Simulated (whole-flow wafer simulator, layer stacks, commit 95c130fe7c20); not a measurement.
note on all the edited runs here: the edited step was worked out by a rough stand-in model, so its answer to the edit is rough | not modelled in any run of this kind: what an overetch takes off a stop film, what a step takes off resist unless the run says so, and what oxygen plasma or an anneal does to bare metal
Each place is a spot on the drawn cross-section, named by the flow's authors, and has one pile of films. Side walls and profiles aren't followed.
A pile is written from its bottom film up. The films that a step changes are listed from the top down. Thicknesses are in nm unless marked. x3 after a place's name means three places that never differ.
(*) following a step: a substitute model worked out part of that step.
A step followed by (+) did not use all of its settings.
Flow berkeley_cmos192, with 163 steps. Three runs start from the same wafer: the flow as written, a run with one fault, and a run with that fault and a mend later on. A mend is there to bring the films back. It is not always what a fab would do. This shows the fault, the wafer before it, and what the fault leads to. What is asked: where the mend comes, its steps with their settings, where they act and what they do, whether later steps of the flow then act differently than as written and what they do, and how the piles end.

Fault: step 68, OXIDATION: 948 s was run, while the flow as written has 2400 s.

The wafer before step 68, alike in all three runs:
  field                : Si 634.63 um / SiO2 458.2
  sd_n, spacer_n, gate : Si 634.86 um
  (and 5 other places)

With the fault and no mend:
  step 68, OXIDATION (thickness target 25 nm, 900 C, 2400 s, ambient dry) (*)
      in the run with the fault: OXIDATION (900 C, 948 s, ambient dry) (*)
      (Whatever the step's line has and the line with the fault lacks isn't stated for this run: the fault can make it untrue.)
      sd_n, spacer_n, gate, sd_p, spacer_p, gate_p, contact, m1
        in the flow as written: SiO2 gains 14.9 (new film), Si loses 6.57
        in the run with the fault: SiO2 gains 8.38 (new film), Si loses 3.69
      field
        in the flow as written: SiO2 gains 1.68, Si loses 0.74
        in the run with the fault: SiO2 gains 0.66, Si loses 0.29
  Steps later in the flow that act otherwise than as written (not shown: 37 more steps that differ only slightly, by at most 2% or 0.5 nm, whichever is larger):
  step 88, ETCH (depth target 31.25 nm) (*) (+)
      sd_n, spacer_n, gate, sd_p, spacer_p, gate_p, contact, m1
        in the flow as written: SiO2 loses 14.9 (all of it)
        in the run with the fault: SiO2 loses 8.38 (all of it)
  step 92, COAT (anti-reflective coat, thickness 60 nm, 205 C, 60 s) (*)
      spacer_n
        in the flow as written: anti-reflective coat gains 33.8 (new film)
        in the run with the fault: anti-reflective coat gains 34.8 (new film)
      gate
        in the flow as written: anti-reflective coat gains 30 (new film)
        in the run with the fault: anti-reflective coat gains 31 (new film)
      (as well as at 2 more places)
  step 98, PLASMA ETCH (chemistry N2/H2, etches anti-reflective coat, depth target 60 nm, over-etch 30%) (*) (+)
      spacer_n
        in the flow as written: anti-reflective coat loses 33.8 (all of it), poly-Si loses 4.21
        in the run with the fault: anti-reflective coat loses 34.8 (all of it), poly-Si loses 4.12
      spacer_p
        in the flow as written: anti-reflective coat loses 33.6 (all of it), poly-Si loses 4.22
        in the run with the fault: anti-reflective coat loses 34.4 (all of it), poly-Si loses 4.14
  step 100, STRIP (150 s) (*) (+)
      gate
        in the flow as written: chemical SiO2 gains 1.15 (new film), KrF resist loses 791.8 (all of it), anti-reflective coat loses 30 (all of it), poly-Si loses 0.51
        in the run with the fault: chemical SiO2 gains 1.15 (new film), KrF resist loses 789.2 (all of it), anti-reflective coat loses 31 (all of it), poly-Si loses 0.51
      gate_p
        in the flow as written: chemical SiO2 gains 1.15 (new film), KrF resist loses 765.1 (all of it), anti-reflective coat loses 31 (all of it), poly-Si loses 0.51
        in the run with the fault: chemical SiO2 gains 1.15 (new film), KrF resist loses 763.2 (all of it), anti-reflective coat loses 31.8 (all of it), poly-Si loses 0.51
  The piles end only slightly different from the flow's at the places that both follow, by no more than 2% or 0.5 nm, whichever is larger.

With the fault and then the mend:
  The mend follows step 75.
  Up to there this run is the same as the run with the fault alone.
  step 75a, STRIP (150 s) (*) (+)
      sd_p
        KrF resist loses 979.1 (all of it)
      spacer_p
        KrF resist loses 960.3 (all of it)
      gate_p
        KrF resist loses 959.4 (all of it)
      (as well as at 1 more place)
  step 75b, CLEAN (chemistry SPM)
      alters no film at any place that is followed
  step 75c, OXIDATION (900 C, 1375 s, ambient dry) (*) (the flow's step 68, run once more with other settings)
      sd_n, spacer_n, gate, sd_p, spacer_p, gate_p, contact, m1
        SiO2 gains 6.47, Si loses 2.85
      field
        SiO2 gains 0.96, Si loses 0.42
  step 75d, HMDS (the flow's step 70, run once more)
      alters no film at any place that is followed
  step 75e, COAT (KrF resist, thickness 900 nm) (*) (the flow's step 71, run once more)
      spacer_n, gate
        KrF resist gains 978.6 (new film)
      field
        KrF resist gains 842.4 (new film)
      sd_n
        KrF resist gains 1013.2 (new film)
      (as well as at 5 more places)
  step 75f, SOFTBAKE (KrF resist) (the flow's step 72, run once more)
      alters no film at any place that is followed
  step 75g, EXPOSE (photomask PWELL, dose 30 mJ/cm2, NA 0.5, wavelength 248 nm) (*) (the flow's step 73, run once more)
      alters no film at any place that is followed
  step 75h, PEB (KrF resist, 130 C, 60 s) (the flow's step 74, run once more)
      sd_n, m1
        KrF resist loses 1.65
      spacer_n, gate
        KrF resist loses 1.58
      spacer_p, gate_p
        KrF resist loses 1.57
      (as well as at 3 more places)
  step 75i, DEVELOP (KrF resist, thickness 900 nm, developer developer-D-0.26N, 45 s) (the flow's step 75, run once more)
      sd_p, spacer_p, gate_p, m1
        KrF resist loses 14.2
      field
        KrF resist loses 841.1 (all of it)
      sd_n
        KrF resist loses 1011.6 (all of it)
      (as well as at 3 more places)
  None of the later steps of the flow differs from how it acts as written, at any place that is followed, by more than 2% or 0.5 nm, whichever is larger.
  The piles end only slightly different from the flow's at the places that both follow, by no more than 2% or 0.5 nm, whichever is larger.
